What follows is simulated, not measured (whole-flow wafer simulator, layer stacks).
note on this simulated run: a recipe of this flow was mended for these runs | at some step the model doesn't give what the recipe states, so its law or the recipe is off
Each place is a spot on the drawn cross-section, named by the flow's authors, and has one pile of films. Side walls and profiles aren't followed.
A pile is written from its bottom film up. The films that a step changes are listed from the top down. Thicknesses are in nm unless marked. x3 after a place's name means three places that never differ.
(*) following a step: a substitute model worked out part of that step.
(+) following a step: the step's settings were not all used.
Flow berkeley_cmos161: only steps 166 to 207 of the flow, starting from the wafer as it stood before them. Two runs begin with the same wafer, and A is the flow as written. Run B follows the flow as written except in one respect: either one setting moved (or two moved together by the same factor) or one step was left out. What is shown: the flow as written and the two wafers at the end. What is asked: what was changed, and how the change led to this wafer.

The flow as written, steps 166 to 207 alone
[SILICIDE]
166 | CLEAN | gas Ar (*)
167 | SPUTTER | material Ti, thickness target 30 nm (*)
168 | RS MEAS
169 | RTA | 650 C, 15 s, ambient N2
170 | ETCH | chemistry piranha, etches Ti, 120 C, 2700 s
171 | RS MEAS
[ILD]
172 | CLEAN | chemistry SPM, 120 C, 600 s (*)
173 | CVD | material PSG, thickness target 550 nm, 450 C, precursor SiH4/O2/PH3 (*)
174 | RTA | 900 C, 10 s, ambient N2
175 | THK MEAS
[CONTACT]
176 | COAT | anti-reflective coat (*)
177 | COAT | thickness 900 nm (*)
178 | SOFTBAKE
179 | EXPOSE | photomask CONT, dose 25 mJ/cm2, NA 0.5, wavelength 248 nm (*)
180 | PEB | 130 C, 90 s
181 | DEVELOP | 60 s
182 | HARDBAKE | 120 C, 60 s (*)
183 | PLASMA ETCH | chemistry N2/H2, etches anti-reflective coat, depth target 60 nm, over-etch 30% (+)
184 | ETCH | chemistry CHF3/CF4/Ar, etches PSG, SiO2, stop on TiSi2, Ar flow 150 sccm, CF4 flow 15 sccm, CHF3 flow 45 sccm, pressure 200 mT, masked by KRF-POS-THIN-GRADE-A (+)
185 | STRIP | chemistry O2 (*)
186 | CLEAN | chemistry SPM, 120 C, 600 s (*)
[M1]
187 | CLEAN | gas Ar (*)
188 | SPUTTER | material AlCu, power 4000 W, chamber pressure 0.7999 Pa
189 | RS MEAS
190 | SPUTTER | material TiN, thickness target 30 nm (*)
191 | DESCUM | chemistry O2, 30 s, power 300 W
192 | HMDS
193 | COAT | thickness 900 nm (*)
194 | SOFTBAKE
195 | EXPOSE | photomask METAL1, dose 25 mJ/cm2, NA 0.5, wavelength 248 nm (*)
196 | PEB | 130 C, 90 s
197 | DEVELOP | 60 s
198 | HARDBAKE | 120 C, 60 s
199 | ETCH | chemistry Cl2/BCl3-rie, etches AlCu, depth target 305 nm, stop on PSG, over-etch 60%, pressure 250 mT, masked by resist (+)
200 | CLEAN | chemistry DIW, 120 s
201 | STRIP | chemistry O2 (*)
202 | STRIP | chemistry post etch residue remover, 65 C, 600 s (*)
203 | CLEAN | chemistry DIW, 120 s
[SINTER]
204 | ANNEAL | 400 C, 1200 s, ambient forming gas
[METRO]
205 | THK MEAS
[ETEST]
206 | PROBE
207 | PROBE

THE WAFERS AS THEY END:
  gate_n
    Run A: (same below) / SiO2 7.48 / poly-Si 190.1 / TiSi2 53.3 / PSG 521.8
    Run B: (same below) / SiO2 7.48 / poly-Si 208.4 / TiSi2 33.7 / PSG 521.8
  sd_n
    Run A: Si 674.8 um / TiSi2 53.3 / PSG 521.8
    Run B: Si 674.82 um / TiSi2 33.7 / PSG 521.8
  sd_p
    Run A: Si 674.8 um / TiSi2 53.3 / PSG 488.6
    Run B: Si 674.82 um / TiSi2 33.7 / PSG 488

The reason: step 167, SPUTTER: thickness target 19 nm was run, while the flow as written has thickness target 30 nm.

How this came from the change, step by step:
  167 | SPUTTER | material Ti, thickness target 30 nm (*)
      field, sd_n, spacer_n and 6 more: A Ti gains 30 (new film) | B Ti gains 19 (new film)
  169 | RTA | 650 C, 15 s, ambient N2
      sd_n, sd_p, contact, m1: A Ti loses 23.4, TiSi first gains 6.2 (new film), TiSi2 C49 gains 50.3 (new film), Si loses 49 | B Ti loses 14.8, TiSi2 C49 gains 37.7 (new film), Si loses 33.6
      gate_n, gate_p: A Ti loses 23.4, TiSi first gains 6.2 (new film), TiSi2 C49 gains 50.3 (new film), poly-Si loses 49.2 | B Ti loses 14.8, TiSi2 C49 gains 37.7 (new film), poly-Si loses 33.8
  170 | ETCH | chemistry piranha, etches Ti, 120 C, 2700 s
      sd_n, gate_n, sd_p, gate_p, contact, m1: A Ti loses 6.6 (all of it), TiSi first loses 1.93 | B Ti loses 4.18 (all of it), TiSi2 C49 loses 1.93
      field, spacer_n, spacer_p: A Ti loses 30 (all of it) | B Ti loses 19 (all of it)
  174 | RTA | 900 C, 10 s, ambient N2
      sd_n, sd_p, contact, m1: A under 1 film: TiSi2 gains 53.3 (new film), TiSi first loses 4.27 (all of it), TiSi2 C49 loses 50.3 (all of it), Si loses 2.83 | B under 1 film: TiSi2 gains 33.7 (new film), TiSi2 C49 loses 35.8 (all of it)
      gate_n, gate_p: A under 1 film: TiSi2 gains 53.3 (new film), TiSi first loses 4.27 (all of it), TiSi2 C49 loses 50.3 (all of it), poly-Si loses 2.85 | B under 1 film: TiSi2 gains 33.7 (new film), TiSi2 C49 loses 35.8 (all of it)
